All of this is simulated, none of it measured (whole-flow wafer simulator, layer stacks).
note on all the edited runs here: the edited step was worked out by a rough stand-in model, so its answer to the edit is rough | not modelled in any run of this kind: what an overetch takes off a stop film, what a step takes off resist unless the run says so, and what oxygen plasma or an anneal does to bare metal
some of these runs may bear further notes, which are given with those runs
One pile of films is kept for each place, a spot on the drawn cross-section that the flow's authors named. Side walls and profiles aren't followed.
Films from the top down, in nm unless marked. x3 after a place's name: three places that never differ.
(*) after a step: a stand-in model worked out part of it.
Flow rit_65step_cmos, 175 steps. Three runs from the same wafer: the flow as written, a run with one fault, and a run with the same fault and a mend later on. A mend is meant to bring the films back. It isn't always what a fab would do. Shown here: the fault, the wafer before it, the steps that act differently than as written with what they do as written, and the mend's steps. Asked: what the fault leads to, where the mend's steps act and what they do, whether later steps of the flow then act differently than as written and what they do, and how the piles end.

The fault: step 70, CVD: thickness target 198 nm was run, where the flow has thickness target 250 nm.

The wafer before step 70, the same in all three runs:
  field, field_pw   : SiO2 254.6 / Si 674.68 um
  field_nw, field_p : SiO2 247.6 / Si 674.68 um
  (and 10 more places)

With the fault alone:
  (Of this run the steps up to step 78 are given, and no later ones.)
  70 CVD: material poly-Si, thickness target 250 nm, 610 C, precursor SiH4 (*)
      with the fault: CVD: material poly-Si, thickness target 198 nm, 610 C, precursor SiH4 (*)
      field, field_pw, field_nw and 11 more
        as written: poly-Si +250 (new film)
        with the fault: poly-Si +198 (new film)
  No later step of the flow up to step 78 acts differently than as written, at any place that is followed, by more than 2% or 0.5 nm, whichever is larger.
  After step 78 the piles differ from the flow's by more than 2% or 0.5 nm, whichever is larger, at field, field_pw, field_nw and 11 more.
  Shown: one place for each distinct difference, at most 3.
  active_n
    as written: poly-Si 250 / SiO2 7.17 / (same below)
    with the fault: poly-Si 198 / SiO2 7.17 / (same below)
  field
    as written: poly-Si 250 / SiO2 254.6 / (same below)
    with the fault: poly-Si 198 / SiO2 254.6 / (same below)
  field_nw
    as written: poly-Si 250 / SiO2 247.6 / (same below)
    with the fault: poly-Si 198 / SiO2 247.6 / (same below)

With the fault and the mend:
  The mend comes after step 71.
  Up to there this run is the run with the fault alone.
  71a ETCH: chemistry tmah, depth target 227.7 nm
      field, field_pw, field_nw and 11 more
        poly-Si -198 (all of it)
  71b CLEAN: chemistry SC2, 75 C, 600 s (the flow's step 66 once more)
      changes no film at any place that is followed
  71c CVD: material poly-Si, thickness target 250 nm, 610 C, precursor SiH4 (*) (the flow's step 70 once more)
      field, field_pw, field_nw and 11 more
        poly-Si +250 (new film)
  No later step of the flow acts differently than as written at any place that is followed.
  At the end the piles are the same as the flow's at every place that both follow.
